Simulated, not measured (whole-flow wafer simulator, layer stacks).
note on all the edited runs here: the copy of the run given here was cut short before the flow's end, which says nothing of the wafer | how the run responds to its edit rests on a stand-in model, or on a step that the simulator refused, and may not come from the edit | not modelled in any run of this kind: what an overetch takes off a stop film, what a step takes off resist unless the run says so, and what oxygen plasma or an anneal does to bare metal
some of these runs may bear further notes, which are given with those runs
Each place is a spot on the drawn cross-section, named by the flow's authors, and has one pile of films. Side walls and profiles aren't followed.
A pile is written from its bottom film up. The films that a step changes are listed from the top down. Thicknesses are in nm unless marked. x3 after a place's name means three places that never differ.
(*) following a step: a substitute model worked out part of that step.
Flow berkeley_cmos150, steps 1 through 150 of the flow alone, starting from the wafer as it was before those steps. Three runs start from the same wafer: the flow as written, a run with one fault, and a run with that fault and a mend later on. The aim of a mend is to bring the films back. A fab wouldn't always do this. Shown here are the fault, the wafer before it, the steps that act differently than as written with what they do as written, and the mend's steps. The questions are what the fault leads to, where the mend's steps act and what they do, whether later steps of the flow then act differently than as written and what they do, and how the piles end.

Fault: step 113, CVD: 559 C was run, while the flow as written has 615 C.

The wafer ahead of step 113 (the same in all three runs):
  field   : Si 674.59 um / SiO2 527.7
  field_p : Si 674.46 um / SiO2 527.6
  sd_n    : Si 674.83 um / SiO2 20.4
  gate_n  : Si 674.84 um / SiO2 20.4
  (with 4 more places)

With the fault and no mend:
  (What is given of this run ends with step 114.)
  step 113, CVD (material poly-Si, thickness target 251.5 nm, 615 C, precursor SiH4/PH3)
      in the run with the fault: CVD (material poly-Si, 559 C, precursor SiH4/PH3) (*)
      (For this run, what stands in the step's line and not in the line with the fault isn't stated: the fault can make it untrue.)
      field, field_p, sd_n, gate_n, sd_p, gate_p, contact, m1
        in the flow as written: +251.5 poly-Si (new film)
        in the run with the fault: +61.5 poly-Si (new film)
  Every later step of the flow up to step 114 that is run acts as written at every place that is followed.
  Once step 114 is done, the piles at field, field_p, sd_n, gate_n, sd_p, gate_p, contact, m1 depart from the flow's by more than 2% or 0.5 nm, whichever is larger.
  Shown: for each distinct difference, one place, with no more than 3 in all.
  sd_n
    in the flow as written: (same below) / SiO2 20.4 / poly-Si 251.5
    in the run with the fault: (same below) / SiO2 20.4 / poly-Si 61.5
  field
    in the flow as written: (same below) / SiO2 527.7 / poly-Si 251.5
    in the run with the fault: (same below) / SiO2 527.7 / poly-Si 61.5
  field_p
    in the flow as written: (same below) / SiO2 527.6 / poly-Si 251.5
    in the run with the fault: (same below) / SiO2 527.6 / poly-Si 61.5

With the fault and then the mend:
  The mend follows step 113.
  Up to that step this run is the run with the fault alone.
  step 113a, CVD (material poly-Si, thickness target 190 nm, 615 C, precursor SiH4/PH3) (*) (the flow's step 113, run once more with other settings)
      field, field_p, sd_n, gate_n, sd_p, gate_p, contact, m1
        +190 poly-Si
  Every later step of the flow that is run acts as written, at every place that is followed, to within 2% or 0.5 nm, whichever is larger.
  When the end is reached, the piles differ only a little from the flow's at the places that both follow, at most by 2% or 0.5 nm, whichever is larger.
